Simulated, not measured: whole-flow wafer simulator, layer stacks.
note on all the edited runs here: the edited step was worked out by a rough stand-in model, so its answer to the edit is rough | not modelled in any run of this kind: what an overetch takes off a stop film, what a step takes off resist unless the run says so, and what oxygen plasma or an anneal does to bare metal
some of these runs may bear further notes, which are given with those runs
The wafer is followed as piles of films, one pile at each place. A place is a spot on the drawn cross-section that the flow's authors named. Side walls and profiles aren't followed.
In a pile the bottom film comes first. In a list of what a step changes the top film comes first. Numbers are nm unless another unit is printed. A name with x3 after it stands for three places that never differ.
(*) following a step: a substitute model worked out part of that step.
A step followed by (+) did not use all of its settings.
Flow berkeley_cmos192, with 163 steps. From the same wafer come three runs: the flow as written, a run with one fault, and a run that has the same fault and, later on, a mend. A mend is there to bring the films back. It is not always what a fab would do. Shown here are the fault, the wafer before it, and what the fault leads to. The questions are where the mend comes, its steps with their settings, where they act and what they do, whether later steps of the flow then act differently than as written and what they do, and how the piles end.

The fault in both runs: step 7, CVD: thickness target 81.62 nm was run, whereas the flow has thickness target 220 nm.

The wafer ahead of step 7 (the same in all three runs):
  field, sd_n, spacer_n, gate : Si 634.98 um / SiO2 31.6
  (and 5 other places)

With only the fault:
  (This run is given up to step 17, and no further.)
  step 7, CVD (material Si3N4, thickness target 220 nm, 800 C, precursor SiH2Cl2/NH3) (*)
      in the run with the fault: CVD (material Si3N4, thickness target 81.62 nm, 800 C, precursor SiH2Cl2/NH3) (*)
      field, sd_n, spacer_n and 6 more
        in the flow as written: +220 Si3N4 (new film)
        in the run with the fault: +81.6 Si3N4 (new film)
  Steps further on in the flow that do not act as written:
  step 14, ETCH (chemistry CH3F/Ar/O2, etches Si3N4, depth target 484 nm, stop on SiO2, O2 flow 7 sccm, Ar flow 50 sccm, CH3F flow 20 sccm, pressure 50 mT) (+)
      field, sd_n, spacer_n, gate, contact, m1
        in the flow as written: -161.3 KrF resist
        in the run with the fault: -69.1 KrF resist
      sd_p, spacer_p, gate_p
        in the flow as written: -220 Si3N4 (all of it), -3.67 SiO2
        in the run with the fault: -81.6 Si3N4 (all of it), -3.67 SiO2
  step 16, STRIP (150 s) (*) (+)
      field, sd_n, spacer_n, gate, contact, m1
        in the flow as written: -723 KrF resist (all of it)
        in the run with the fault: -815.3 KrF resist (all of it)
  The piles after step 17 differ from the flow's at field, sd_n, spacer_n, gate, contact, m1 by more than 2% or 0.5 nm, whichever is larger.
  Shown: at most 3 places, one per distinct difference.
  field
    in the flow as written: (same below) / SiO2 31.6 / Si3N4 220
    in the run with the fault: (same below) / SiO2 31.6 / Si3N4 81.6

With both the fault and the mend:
  After step 13 comes the mend.
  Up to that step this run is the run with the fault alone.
  step 13a, STRIP (150 s) (*) (+)
      field, sd_n, spacer_n, gate, contact, m1
        -884.4 KrF resist (all of it)
  step 13b, CLEAN (chemistry SC1/SC2) (*) (the flow's step 1 again)
      does not change any film at any place that is followed
  step 13c, CVD (material Si3N4, thickness target 138.4 nm, 800 C, precursor SiH2Cl2/NH3) (*) (the flow's step 7 again, with other settings)
      field, sd_n, spacer_n and 6 more
        +138.4 Si3N4
  step 13d, HMDS (the flow's step 8 again)
      does not change any film at any place that is followed
  step 13e, COAT (KrF resist, thickness 900 nm) (the flow's step 9 again)
      field, sd_n, spacer_n and 6 more
        +900 KrF resist (new film)
  step 13f, SOFTBAKE (KrF resist) (the flow's step 10 again)
      does not change any film at any place that is followed
  step 13g, EXPOSE (photomask NWELL, dose 25 mJ/cm2, NA 0.5, wavelength 248 nm) (*) (the flow's step 11 again)
      does not change any film at any place that is followed
  step 13h, PEB (KrF resist, 130 C, 60 s) (the flow's step 12 again)
      field, sd_n, spacer_n and 6 more
        -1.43 KrF resist
  step 13i, DEVELOP (KrF resist, thickness 900 nm, developer developer-D-0.26N, 45 s) (the flow's step 13 again)
      field, sd_n, spacer_n, gate, contact, m1
        -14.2 KrF resist
      sd_p, spacer_p, gate_p
        -898.6 KrF resist (all of it)
  None of the later steps of the flow differs from how it acts as written, at any place that is followed, by more than 2% or 0.5 nm, whichever is larger.
  At every place that both follow, the piles at the end match the flow's.
